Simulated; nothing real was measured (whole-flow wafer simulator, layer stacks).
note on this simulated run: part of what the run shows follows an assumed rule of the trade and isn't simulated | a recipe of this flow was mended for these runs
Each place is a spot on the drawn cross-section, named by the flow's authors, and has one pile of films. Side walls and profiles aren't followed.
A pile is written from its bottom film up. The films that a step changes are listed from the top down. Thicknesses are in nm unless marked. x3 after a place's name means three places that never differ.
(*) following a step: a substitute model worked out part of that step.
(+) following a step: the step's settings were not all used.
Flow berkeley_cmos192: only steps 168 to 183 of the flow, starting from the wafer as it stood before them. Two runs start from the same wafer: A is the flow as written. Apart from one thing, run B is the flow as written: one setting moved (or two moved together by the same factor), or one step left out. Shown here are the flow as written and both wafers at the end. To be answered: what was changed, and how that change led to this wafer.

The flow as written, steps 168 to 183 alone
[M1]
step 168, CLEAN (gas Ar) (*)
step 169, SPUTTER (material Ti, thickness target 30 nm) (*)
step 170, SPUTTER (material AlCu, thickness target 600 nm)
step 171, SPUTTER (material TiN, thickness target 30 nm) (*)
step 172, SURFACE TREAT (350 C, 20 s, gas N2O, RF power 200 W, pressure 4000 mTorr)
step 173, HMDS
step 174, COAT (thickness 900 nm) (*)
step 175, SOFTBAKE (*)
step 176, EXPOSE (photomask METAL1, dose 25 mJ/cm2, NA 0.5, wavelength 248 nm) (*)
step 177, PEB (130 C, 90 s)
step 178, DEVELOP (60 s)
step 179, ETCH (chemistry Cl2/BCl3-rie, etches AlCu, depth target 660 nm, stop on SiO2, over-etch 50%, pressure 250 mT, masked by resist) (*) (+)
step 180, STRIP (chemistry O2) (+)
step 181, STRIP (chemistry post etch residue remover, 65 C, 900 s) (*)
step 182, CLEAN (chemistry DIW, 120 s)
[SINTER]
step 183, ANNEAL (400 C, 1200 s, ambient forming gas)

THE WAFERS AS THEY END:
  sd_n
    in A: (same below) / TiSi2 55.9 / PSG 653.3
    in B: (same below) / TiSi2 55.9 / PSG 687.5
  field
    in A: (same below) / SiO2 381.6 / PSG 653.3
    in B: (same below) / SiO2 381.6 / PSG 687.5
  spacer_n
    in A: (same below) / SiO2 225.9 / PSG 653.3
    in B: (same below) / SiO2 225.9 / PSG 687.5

What caused this: step 170, SPUTTER: thickness target 930 nm was run, whereas the flow has thickness target 600 nm.

The path from the change to this, step by step:
  step 170, SPUTTER (material AlCu, thickness target 600 nm)
      field, sd_n, spacer_n, gate, spacer_p, gate_p, m1: A AlCu gains 600 (new film) | B AlCu gains 930 (new film)
      sd_p: A AlCu gains 557.4 (new film) | B AlCu gains 880.8 (new film)
      (and at 1 other place as well)
  step 171, SPUTTER (material TiN, thickness target 30 nm) (*)
      contact: A TiN gains 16 (new film) | B TiN gains 12.6 (new film)
  step 174, COAT (thickness 900 nm) (*)
      contact: A KrF-resist gains 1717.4 (new film) | B KrF-resist gains 1847.9 (new film)
  step 179, ETCH (chemistry Cl2/BCl3-rie, etches AlCu, depth target 660 nm, stop on SiO2, over-etch 50%, pressure 250 mT, masked by resist) (*) (+)
      field, sd_n, spacer_n, gate, spacer_p, gate_p: A TiN loses 30 (all of it), AlCu loses 600 (all of it), Ti loses 30 (all of it), PSG loses 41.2 | B TiN loses 30 (all of it), AlCu loses 930 (all of it), Ti loses 30 (all of it), PSG loses 7.03
      sd_p: A TiN loses 26.2 (all of it), AlCu loses 557.4 (all of it), Ti loses 26.8 (all of it), PSG loses 47.4 | B TiN loses 26.1 (all of it), AlCu loses 880.8 (all of it), Ti loses 26.8 (all of it), PSG loses 7.03
  step 180, STRIP (chemistry O2) (+)
      contact: A KrF-resist loses 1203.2 (all of it) | B KrF-resist loses 1333.3 (all of it)
